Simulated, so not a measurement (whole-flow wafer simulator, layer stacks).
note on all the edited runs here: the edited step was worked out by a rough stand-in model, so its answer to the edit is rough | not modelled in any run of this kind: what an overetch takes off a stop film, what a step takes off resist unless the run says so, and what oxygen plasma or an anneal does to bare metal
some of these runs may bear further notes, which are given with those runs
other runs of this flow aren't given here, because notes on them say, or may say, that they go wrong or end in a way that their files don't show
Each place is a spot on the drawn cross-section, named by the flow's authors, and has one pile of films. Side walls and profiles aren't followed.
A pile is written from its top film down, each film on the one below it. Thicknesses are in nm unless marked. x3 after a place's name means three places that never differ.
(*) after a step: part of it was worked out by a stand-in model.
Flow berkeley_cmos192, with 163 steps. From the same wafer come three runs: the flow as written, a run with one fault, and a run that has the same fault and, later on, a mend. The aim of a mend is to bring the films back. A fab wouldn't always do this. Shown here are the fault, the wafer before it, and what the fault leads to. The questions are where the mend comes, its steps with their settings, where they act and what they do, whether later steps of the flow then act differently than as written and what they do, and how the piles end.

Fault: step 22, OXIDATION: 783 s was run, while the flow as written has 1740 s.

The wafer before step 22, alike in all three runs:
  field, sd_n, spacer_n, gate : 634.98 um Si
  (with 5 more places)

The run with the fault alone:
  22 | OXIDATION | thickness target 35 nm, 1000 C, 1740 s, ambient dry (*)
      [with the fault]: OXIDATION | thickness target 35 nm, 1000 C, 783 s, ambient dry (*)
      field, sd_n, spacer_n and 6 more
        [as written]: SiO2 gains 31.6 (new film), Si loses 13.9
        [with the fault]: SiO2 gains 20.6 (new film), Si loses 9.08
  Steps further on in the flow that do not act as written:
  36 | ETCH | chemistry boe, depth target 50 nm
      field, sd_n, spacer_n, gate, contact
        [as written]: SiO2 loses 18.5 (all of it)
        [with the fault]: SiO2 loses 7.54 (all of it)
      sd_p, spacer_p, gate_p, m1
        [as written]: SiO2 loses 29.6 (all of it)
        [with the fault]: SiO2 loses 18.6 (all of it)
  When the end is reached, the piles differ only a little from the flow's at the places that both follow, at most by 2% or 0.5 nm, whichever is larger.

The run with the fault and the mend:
  After step 22 comes the mend.
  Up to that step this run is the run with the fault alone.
  22a | OXIDATION | thickness target 35 nm, 1000 C, 957 s, ambient dry (*) (the flow's step 22, run once more with other settings)
      field, sd_n, spacer_n and 6 more
        SiO2 gains 11, Si loses 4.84
  Every later step of the flow that is run acts as written at every place that is followed.
  At every place that both follow, the piles at the end match the flow's.
